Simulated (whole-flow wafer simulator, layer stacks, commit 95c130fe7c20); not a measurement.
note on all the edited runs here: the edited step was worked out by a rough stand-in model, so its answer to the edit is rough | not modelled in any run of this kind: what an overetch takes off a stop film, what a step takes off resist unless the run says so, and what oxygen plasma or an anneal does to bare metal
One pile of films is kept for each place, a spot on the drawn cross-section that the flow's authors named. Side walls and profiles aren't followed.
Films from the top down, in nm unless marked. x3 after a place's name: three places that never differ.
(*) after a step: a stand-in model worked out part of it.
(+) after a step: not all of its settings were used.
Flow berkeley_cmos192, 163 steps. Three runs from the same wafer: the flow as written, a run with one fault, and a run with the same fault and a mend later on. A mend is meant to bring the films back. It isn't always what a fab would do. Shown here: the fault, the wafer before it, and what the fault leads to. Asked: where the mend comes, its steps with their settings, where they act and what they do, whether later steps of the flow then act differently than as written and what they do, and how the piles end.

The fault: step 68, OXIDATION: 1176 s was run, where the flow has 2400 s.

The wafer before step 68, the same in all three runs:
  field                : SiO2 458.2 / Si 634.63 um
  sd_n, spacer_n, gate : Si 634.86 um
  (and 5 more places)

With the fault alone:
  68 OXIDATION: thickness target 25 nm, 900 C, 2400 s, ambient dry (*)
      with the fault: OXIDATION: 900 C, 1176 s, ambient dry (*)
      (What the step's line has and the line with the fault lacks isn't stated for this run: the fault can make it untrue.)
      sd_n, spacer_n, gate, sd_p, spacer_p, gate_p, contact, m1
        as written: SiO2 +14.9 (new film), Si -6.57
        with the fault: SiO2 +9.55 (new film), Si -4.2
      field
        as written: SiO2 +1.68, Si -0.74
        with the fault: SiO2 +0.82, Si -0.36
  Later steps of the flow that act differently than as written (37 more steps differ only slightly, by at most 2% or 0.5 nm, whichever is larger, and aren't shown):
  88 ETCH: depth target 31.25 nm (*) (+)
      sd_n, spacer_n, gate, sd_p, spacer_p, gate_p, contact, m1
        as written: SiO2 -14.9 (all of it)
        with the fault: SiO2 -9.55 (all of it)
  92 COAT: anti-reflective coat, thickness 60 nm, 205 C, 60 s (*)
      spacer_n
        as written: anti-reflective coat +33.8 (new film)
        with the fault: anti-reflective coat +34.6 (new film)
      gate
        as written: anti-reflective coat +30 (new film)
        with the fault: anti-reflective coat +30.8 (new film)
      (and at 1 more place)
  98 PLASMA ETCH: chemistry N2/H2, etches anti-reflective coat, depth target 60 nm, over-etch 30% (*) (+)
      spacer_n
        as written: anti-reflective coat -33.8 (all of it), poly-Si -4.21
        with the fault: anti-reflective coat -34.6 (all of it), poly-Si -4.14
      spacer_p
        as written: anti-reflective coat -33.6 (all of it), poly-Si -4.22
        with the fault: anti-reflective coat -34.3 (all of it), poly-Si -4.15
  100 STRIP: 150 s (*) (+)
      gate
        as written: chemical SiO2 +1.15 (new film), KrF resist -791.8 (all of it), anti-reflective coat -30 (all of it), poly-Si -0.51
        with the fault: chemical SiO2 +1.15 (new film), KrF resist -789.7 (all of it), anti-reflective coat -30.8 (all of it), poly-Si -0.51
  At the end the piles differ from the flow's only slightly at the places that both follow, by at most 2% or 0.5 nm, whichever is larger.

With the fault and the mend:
  The mend comes after step 69.
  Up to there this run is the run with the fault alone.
  69a OXIDATION: 900 C, 1176 s, ambient dry (*) (the flow's step 68 once more, with other settings)
      sd_n, spacer_n, gate, sd_p, spacer_p, gate_p, contact, m1
        SiO2 +5.4, Si -2.38
      field
        SiO2 +0.82, Si -0.36
  No later step of the flow acts differently than as written, at any place that is followed, by more than 2% or 0.5 nm, whichever is larger.
  At the end the piles differ from the flow's only slightly at the places that both follow, by at most 2% or 0.5 nm, whichever is larger.
